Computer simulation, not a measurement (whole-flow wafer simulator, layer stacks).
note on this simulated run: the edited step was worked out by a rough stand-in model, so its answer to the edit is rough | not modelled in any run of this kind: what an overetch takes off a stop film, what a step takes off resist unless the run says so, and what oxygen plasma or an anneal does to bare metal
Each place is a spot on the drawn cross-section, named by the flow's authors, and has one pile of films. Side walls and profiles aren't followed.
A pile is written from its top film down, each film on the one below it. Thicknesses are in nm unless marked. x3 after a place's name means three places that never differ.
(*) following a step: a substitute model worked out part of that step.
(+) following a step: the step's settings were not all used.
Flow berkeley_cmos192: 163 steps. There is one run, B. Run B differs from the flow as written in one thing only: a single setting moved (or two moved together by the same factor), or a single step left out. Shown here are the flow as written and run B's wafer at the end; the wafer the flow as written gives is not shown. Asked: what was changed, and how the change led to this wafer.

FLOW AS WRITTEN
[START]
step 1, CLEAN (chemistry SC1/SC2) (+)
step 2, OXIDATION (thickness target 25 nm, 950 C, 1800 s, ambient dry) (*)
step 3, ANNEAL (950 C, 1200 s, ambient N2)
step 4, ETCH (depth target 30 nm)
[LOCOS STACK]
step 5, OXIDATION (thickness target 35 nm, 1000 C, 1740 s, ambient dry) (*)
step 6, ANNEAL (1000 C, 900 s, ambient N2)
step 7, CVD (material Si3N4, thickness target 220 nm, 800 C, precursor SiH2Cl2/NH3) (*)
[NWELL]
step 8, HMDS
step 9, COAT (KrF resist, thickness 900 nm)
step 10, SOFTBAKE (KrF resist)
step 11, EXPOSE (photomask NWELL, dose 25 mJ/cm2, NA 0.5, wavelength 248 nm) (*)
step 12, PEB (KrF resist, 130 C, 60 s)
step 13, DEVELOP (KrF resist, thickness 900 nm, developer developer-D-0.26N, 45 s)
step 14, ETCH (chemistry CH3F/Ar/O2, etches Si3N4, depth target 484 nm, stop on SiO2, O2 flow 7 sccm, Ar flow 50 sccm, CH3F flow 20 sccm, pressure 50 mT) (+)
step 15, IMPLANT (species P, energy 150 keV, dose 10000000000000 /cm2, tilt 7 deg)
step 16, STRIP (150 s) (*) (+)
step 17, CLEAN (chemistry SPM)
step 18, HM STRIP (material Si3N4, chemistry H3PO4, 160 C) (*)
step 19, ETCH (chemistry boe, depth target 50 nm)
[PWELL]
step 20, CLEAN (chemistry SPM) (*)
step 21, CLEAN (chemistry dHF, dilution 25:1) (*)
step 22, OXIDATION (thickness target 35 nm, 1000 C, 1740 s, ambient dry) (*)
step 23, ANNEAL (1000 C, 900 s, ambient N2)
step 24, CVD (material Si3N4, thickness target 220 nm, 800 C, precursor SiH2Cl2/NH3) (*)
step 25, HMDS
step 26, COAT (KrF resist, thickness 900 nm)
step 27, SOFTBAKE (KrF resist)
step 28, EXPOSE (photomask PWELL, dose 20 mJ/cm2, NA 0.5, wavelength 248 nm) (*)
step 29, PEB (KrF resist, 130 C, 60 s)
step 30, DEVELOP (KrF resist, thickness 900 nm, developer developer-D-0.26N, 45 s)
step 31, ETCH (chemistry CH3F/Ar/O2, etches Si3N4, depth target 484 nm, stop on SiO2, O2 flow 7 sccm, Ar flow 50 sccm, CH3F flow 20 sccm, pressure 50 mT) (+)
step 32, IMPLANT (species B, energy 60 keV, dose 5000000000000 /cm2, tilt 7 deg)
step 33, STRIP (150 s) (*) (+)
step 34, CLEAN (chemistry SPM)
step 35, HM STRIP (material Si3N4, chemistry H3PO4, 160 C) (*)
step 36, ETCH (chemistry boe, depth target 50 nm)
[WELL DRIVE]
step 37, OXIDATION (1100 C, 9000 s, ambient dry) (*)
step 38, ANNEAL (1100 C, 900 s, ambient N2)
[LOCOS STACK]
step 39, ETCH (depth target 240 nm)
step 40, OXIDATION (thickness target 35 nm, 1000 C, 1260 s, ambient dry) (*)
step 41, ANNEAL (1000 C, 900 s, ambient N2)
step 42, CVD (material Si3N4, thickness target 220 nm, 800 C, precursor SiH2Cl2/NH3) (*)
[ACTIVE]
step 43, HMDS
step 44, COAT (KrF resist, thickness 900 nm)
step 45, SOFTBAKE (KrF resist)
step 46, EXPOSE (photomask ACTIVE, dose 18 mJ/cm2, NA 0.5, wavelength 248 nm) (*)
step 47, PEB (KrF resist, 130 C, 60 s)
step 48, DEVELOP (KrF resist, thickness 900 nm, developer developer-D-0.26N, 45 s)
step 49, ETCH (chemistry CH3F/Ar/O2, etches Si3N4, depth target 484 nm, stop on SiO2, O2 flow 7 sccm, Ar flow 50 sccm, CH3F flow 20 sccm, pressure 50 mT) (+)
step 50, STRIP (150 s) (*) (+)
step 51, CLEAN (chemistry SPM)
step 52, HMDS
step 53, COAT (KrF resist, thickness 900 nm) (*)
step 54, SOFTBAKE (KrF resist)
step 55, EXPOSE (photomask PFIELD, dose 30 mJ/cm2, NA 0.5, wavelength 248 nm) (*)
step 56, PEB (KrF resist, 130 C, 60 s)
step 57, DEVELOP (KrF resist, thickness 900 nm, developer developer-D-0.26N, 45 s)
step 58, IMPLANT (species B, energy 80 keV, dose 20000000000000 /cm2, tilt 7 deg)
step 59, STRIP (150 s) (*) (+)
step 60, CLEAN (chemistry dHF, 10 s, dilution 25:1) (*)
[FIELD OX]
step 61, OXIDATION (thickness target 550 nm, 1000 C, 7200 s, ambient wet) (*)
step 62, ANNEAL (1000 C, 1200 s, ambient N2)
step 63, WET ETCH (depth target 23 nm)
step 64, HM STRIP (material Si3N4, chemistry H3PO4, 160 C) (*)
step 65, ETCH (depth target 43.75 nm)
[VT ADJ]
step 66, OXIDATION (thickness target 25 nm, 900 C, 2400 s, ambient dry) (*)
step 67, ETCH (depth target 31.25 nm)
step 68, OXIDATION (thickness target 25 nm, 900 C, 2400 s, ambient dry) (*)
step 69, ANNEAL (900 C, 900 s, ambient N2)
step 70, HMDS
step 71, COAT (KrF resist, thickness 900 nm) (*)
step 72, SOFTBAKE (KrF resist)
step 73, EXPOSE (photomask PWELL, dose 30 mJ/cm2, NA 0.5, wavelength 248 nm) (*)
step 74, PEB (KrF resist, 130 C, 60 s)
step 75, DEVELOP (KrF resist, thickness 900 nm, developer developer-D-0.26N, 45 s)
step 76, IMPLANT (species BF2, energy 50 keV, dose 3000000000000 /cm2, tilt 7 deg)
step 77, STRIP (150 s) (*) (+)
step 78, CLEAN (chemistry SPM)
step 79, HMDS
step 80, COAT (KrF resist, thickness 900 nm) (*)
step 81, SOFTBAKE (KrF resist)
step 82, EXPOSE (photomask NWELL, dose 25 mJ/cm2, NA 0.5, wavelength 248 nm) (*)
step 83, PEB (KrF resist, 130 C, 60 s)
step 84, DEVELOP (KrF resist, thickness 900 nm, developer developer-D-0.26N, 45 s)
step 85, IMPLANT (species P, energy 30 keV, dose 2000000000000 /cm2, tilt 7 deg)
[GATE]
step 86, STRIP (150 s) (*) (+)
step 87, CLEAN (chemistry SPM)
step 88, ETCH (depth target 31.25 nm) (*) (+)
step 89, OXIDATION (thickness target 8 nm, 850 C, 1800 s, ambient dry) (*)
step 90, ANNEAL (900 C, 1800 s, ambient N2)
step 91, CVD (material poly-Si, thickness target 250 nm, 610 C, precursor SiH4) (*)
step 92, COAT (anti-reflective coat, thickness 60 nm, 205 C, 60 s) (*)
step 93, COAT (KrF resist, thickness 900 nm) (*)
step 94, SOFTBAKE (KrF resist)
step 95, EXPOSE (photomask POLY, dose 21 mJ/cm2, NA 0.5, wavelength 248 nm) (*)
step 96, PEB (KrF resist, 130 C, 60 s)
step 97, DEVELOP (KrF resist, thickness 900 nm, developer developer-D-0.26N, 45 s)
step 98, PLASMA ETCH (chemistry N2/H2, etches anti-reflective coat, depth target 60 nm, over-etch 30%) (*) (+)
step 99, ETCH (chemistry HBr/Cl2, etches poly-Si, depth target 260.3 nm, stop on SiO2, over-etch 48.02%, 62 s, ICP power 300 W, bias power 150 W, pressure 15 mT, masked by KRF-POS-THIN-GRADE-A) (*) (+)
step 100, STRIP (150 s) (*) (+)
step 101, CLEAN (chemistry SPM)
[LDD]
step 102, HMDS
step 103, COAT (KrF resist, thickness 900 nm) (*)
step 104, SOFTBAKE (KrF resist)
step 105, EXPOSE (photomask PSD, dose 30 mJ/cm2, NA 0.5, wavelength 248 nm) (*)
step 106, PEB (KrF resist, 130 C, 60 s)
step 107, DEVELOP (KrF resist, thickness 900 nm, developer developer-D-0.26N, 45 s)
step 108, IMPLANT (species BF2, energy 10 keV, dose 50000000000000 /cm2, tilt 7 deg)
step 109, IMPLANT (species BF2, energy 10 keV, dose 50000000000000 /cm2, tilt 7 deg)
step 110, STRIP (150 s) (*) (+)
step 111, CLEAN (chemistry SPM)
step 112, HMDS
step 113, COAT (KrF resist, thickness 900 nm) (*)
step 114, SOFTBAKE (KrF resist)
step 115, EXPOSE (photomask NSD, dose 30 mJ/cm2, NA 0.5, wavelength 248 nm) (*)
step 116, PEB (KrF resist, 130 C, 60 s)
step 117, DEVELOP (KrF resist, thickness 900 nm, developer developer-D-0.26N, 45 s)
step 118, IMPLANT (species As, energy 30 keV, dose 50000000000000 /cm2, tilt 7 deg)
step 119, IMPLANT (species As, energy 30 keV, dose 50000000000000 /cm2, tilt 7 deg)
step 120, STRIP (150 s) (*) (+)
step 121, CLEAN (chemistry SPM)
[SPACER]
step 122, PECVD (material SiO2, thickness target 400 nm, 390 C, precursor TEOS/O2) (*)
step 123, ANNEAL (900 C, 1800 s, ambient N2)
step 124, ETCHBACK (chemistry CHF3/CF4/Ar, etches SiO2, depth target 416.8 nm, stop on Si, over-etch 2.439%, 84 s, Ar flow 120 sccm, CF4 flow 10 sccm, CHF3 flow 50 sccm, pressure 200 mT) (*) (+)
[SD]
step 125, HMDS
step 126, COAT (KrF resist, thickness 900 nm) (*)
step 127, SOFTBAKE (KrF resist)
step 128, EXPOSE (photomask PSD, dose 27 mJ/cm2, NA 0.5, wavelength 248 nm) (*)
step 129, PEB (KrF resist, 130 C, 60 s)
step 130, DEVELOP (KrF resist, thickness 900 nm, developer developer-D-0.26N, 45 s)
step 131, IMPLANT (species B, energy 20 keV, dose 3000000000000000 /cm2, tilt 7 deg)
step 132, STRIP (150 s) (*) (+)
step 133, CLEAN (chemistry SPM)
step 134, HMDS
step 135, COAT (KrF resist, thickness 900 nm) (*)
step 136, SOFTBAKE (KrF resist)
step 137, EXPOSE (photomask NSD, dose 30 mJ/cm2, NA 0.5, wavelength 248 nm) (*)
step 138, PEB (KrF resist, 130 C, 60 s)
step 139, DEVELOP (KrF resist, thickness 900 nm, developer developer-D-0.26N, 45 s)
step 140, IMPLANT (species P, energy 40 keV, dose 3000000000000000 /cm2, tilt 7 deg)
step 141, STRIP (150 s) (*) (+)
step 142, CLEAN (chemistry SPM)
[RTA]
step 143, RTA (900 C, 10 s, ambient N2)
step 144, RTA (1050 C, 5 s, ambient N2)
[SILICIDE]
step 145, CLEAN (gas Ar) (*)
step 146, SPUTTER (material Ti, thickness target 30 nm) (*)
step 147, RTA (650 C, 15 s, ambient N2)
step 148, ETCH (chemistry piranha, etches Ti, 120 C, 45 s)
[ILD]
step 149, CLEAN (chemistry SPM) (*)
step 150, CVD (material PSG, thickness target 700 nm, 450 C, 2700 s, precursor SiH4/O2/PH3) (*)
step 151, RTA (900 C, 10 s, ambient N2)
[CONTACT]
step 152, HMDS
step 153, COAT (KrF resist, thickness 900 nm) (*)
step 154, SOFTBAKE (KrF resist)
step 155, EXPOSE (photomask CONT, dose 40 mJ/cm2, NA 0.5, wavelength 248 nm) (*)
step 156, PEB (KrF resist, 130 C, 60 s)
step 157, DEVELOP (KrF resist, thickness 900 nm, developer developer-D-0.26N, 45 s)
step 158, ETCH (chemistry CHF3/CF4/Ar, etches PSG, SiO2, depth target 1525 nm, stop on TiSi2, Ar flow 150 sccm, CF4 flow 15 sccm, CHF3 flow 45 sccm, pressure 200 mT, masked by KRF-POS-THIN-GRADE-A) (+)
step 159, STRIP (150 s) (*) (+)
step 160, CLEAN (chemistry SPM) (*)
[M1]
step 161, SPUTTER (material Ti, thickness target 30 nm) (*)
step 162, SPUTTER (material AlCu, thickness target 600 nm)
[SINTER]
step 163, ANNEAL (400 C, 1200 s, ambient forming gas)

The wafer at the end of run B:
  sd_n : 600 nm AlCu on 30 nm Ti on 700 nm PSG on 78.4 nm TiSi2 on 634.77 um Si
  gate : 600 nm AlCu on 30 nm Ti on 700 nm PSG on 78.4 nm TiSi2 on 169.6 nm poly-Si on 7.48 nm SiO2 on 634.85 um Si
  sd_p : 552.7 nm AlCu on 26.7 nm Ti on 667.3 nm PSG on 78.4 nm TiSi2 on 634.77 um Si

What caused this: step 146, SPUTTER: thickness target 45 nm was run, while the flow as written has thickness target 30 nm.

Step by step, how the change led to this:
  step 146, SPUTTER (material Ti, thickness target 30 nm) (*)
      field, sd_n, spacer_n, gate, spacer_p, gate_p, contact, m1: +45 Ti (new film) (in the flow as written it would be: +30 Ti (new film))
      sd_p: +42.1 Ti (new film) (in the flow as written it would be: +28 Ti (new film))
  step 147, RTA (650 C, 15 s, ambient N2)
      sd_n, contact, m1: -32.8 Ti, +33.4 TiSi first (new film), +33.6 TiSi2 C49 (new film), -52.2 Si (in the flow as written it would be: -23.4 Ti, +6.2 TiSi first (new film), +50.3 TiSi2 C49 (new film), -49 Si)
      gate, gate_p: -32.8 Ti, +33.4 TiSi first (new film), +33.6 TiSi2 C49 (new film), -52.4 poly-Si (in the flow as written it would be: -23.4 Ti, +6.2 TiSi first (new film), +50.3 TiSi2 C49 (new film), -49.2 poly-Si)
      (as well as at 1 more place)
  step 148, ETCH (chemistry piranha, etches Ti, 120 C, 45 s)
      sd_n, gate, gate_p, contact, m1: -12.2 Ti (all of it), -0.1 TiSi first (in the flow as written it would be: -6.6 Ti (all of it), -0.1 TiSi first)
      field, spacer_n, spacer_p: -45 Ti (all of it) (in the flow as written it would be: -30 Ti (all of it))
      (as well as at 1 more place)
  step 151, RTA (900 C, 10 s, ambient N2)
      sd_n, contact, m1: under 1 film: +78.4 TiSi2 (new film), -33.3 TiSi first (all of it), -33.6 TiSi2 C49 (all of it), -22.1 Si (in the flow as written it would be: under 1 film: +55.9 TiSi2 (new film), -6.09 TiSi first (all of it), -50.3 TiSi2 C49 (all of it), -4.05 Si)
      gate, gate_p: under 1 film: +78.4 TiSi2 (new film), -33.3 TiSi first (all of it), -33.6 TiSi2 C49 (all of it), -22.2 poly-Si (in the flow as written it would be: under 1 film: +55.9 TiSi2 (new film), -6.09 TiSi first (all of it), -50.3 TiSi2 C49 (all of it), -4.06 poly-Si)
      (as well as at 1 more place)
